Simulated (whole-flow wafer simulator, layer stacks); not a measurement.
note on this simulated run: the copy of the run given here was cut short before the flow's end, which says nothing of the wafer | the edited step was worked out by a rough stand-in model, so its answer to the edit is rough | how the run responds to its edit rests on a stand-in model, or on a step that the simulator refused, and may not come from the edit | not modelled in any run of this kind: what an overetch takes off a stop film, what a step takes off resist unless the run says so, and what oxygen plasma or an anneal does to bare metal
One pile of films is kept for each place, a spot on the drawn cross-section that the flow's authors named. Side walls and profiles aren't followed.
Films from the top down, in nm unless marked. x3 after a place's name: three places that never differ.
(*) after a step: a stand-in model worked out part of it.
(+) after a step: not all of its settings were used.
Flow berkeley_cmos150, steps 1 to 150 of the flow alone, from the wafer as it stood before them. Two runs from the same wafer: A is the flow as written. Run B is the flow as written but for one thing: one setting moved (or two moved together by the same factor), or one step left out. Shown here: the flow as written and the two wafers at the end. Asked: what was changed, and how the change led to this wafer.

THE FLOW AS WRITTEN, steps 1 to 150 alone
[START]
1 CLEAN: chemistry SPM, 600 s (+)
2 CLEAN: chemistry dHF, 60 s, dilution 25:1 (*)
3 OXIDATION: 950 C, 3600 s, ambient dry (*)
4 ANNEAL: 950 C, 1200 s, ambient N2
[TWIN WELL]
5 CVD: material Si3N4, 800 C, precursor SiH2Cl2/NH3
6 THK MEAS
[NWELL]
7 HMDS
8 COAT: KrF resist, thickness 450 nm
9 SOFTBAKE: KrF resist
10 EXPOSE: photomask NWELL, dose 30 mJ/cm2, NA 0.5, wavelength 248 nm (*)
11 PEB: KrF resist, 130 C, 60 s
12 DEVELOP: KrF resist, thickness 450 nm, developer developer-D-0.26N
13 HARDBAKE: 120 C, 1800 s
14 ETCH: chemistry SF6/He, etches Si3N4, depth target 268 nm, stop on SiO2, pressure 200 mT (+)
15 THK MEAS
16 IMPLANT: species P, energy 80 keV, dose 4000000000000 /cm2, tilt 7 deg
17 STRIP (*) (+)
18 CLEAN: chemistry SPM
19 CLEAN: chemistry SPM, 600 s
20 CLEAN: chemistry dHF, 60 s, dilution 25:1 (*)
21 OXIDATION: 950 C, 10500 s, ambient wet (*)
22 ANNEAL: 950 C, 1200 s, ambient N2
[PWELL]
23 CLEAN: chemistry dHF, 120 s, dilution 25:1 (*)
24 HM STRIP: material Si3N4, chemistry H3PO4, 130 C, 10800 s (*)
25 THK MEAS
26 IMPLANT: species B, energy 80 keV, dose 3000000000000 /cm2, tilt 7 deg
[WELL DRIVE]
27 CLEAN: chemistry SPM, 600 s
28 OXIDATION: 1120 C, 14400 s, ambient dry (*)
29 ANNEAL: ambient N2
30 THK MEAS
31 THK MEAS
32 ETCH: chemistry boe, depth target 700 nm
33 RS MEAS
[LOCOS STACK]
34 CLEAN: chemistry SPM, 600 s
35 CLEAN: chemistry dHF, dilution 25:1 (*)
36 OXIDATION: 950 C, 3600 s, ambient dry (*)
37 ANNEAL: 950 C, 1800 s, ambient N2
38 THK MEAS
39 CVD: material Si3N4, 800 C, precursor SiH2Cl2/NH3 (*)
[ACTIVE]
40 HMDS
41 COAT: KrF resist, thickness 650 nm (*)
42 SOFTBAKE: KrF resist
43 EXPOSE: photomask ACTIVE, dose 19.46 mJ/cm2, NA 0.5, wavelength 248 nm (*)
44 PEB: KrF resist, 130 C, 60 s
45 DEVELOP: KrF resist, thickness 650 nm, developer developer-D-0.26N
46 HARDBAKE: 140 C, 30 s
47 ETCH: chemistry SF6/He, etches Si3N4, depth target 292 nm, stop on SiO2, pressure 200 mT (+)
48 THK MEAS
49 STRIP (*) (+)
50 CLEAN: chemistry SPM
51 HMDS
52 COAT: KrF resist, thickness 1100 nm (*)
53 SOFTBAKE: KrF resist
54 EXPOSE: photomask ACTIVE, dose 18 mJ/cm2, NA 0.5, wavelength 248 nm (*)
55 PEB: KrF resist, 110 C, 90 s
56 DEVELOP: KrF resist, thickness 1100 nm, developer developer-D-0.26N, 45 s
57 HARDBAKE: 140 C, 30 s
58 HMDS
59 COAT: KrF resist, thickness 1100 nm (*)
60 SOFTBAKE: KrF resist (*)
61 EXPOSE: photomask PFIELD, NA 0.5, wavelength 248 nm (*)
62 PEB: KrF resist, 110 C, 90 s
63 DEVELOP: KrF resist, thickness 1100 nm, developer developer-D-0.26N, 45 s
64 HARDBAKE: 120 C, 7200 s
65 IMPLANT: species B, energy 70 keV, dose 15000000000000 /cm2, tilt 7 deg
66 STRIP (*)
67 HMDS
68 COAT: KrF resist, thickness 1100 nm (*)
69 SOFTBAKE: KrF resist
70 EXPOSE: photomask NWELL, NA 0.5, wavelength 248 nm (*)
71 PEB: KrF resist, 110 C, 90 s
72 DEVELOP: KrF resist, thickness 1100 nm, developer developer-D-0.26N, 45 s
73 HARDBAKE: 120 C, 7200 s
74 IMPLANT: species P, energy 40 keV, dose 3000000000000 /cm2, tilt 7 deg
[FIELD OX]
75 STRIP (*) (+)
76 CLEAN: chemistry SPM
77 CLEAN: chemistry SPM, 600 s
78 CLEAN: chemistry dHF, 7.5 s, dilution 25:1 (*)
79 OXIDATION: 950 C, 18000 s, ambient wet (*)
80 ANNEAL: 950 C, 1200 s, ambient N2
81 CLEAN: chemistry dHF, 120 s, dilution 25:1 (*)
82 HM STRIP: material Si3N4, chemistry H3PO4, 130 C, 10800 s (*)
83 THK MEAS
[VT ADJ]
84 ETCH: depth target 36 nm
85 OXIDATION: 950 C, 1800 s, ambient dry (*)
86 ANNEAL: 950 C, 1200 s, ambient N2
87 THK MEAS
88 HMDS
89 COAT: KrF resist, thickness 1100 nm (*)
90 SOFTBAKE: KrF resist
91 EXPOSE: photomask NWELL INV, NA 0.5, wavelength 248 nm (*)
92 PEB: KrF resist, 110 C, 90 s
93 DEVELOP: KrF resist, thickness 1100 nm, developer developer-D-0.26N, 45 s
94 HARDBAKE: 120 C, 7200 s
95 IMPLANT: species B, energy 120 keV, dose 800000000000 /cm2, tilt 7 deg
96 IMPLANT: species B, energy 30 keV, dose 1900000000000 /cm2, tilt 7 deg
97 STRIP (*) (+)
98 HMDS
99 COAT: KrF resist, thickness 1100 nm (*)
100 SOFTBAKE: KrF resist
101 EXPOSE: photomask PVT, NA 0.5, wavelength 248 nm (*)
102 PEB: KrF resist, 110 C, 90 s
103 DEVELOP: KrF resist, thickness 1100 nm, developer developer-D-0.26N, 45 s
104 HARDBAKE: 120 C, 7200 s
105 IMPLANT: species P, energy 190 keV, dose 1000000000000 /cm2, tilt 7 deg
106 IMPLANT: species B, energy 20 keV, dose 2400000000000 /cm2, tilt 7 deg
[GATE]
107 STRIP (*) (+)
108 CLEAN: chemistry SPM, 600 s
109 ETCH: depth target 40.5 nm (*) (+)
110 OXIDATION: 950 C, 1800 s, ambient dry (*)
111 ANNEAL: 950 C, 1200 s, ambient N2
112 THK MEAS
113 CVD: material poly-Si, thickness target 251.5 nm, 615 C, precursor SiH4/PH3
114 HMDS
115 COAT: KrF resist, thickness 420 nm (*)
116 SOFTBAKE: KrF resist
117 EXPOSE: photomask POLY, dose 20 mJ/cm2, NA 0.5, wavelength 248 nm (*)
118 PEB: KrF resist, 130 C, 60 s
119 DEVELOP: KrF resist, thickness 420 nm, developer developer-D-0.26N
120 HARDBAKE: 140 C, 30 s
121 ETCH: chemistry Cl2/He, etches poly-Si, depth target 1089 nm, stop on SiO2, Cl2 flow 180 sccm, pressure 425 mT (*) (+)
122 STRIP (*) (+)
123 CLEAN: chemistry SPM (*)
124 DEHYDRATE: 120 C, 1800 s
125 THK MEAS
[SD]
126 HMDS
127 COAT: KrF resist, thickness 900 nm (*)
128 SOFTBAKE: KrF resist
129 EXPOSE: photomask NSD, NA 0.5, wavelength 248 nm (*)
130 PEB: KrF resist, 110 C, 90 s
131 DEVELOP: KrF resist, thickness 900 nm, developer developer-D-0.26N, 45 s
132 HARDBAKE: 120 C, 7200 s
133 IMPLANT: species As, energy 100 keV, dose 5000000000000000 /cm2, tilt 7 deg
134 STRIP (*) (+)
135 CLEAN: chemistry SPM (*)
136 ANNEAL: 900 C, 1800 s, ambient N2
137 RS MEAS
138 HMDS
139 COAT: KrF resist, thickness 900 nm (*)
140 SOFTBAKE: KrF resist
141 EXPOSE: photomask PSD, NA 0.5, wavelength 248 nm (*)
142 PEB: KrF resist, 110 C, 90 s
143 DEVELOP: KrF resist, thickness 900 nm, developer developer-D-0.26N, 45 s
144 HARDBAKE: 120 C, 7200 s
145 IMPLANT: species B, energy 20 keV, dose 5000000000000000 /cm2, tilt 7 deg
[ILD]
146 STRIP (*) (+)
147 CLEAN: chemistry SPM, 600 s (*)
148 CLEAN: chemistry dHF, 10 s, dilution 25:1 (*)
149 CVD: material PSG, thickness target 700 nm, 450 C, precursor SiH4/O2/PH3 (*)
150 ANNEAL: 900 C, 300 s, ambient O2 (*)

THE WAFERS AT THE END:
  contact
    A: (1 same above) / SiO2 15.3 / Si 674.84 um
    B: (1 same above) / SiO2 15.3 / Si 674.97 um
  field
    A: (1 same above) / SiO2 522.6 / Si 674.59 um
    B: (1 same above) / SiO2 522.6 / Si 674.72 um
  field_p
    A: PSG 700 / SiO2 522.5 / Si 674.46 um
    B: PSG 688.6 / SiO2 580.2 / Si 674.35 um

The cause: step 21, OXIDATION: 1045 C was run, where the flow has 950 C.

How the change led to this, step by step:
  21 OXIDATION: 950 C, 10500 s, ambient wet (*)
      field, sd_n, gate_n, contact, m1: A SiO2 +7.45 (new film), Si3N4 -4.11 | B SiO2 +26.3 (new film), Si3N4 -14.5
      field_p, sd_p, gate_p: A SiO2 +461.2, Si -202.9 | B SiO2 +830.1, Si -365.2
  23 CLEAN: chemistry dHF, 120 s, dilution 25:1 (*)
      field, sd_n, gate_n, contact, m1: A SiO2 -7.45 (all of it), Si3N4 -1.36 | B SiO2 -23
  24 HM STRIP: material Si3N4, chemistry H3PO4, 130 C, 10800 s (*)
      field, sd_n, gate_n, contact, m1: A Si3N4 -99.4 (all of it), SiO2 -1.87 | B SiO2 -2.72
  28 OXIDATION: 1120 C, 14400 s, ambient dry (*)
      field, sd_n, gate_n, contact, m1: A SiO2 +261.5, Si -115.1 | B nothing
      field_p, sd_p, gate_p: A SiO2 +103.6, Si -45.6 | B SiO2 +64.4, Si -28.3
  32 ETCH: chemistry boe, depth target 700 nm
      field_p, sd_p, gate_p: A SiO2 -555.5 (all of it) | B SiO2 -700
      field, sd_n, gate_n, contact, m1: A SiO2 -291.1 (all of it) | B SiO2 -0.59 (all of it)
  34 CLEAN: chemistry SPM, 600 s
      field, field_p, sd_n, gate_n, sd_p, gate_p, contact, m1: A chemical SiO2 +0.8 (new film), Si -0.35 | B nothing
  35 CLEAN: chemistry dHF, dilution 25:1 (*)
      field, field_p, sd_n, gate_n, sd_p, gate_p, contact, m1: A chemical SiO2 -0.8 (all of it) | B nothing
  36 OXIDATION: 950 C, 3600 s, ambient dry (*)
      field, sd_n, gate_n, contact, m1: A SiO2 +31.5 (new film), Si -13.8 | B nothing
      field_p, sd_p, gate_p: A SiO2 +31.5 (new film), Si -13.8 | B SiO2 +10.1, Si -4.46
  39 CVD: material Si3N4, 800 C, precursor SiH2Cl2/NH3 (*)
      field, sd_n, gate_n, contact, m1: A Si3N4 +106 (new film) | B Si3N4 +106
  41 COAT: KrF resist, thickness 650 nm (*)
      field: A KrF resist +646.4 (new film) | B KrF resist +574.9 (new film)
      field_p: A KrF resist +715.2 (new film) | B KrF resist +809.9 (new film)
      (and at 3 more places)
  45 DEVELOP: KrF resist, thickness 650 nm, developer developer-D-0.26N
      field: A KrF resist -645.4 (all of it) | B KrF resist -574 (all of it)
      field_p: A KrF resist -714.1 (all of it) | B KrF resist -808.6 (all of it)
  46 HARDBAKE: 140 C, 30 s
      sd_n: A KrF resist -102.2 | B KrF resist -98.7
      sd_p: A KrF resist -112.2 | B KrF resist -121.9
      (and at 1 more place)
  47 ETCH: chemistry SF6/He, etches Si3N4, depth target 292 nm, stop on SiO2, pressure 200 mT (+)
      sd_n, gate_n, sd_p, gate_p, contact, m1: A KrF resist -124 | B KrF resist -222.2
      field: A Si3N4 -106 (all of it), SiO2 -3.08 | B Si3N4 -196.4 (all of it), SiO2 -3.08
      (and at 1 more place)
  49 STRIP (*) (+)
      sd_n: A KrF resist -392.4 (all of it) | B KrF resist -276.7 (all of it)
      gate_n: A KrF resist -400.6 (all of it) | B KrF resist -295.2 (all of it)
      (and at 4 more places)
  52 COAT: KrF resist, thickness 1100 nm (*)
      field_p: A KrF resist +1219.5 (new film) | B KrF resist +1322.1 (new film)
      sd_n: A KrF resist +1019.1 (new film) | B KrF resist +946.6 (new film)
      (and at 5 more places)
  55 PEB: KrF resist, 110 C, 90 s
      field_p: A KrF resist -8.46 | B KrF resist -9.19
      sd_n: A KrF resist -7.04 | B KrF resist -6.53
  ... 40 more steps ...
  146 STRIP (*) (+)
      field: A KrF resist -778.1 (all of it) | B KrF resist -745.9 (all of it)
      field_p: A KrF resist -882.7 (all of it) | B KrF resist -987.2 (all of it)
      (and at 1 more place)
